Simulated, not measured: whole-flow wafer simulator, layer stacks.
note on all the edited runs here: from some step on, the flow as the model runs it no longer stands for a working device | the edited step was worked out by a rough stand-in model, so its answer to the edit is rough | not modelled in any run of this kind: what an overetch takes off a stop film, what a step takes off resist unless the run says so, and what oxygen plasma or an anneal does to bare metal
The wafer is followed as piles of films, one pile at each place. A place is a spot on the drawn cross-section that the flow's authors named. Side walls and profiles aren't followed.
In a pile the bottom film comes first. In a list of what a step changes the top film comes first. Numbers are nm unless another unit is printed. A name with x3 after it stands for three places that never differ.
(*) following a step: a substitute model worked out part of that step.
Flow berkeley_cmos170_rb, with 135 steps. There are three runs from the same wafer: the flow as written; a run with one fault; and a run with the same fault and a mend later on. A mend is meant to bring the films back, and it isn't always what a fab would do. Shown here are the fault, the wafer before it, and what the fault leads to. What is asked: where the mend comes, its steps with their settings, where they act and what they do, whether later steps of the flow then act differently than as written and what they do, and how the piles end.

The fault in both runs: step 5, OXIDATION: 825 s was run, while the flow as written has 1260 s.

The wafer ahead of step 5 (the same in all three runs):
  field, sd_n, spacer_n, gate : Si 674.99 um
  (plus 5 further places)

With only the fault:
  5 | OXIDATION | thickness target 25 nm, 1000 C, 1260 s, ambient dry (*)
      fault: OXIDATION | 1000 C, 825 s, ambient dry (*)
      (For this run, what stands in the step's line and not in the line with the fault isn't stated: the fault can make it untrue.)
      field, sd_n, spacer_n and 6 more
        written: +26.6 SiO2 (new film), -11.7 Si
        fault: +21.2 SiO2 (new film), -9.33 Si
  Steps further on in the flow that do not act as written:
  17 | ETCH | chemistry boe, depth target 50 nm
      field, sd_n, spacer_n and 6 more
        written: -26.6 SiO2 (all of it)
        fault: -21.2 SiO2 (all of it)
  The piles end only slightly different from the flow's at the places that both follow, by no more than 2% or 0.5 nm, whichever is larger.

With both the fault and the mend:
  After step 6 comes the mend.
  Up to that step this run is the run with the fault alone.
  6a | OXIDATION | 1000 C, 354 s, ambient dry (*) (the flow's step 5 again, with other settings)
      field, sd_n, spacer_n and 6 more
        +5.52 SiO2, -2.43 Si
  None of the later steps of the flow differs from how it acts as written, at any place that is followed, by more than 2% or 0.5 nm, whichever is larger.
  The piles end only slightly different from the flow's at the places that both follow, by no more than 2% or 0.5 nm, whichever is larger.
